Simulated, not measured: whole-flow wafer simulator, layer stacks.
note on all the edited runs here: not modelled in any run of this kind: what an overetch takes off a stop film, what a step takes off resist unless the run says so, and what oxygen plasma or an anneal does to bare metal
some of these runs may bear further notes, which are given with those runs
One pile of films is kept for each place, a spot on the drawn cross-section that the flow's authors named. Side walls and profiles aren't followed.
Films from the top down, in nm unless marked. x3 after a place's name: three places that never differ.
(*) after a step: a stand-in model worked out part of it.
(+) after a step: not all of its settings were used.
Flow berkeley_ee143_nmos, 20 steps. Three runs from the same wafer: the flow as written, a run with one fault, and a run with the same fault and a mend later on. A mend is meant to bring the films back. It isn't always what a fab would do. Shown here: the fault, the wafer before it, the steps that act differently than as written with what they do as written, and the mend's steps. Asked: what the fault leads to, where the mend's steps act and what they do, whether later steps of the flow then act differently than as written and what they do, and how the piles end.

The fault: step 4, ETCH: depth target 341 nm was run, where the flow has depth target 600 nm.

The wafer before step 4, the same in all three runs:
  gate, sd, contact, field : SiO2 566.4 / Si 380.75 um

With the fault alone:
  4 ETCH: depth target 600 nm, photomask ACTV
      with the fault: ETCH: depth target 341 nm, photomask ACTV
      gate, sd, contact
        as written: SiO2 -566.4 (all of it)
        with the fault: SiO2 -341
  Later steps of the flow that act differently than as written:
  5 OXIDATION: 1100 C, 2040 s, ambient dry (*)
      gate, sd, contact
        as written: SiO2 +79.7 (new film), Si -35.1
        with the fault: SiO2 +23.9, Si -10.5
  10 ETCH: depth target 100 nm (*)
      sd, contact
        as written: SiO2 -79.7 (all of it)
        with the fault: SiO2 -100
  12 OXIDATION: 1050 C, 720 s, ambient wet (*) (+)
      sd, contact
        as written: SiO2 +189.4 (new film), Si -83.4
        with the fault: SiO2 +126.7, Si -55.7
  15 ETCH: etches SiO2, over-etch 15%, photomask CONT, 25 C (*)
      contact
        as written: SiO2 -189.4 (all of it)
        with the fault: SiO2 -275.9 (all of it)
  At the end the piles differ from the flow's by more than 2% or 0.5 nm, whichever is larger, at gate, sd.
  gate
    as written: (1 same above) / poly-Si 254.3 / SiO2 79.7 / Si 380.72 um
    with the fault: (1 same above) / poly-Si 254.3 / SiO2 249.2 / Si 380.74 um
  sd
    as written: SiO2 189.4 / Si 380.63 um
    with the fault: SiO2 275.9 / Si 380.68 um

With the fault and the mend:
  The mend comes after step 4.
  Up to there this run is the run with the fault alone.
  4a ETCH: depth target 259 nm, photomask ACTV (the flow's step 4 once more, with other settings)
      gate, sd, contact
        SiO2 -225.4 (all of it)
  No later step of the flow acts differently than as written at any place that is followed.
  At the end the piles are the same as the flow's at every place that both follow.
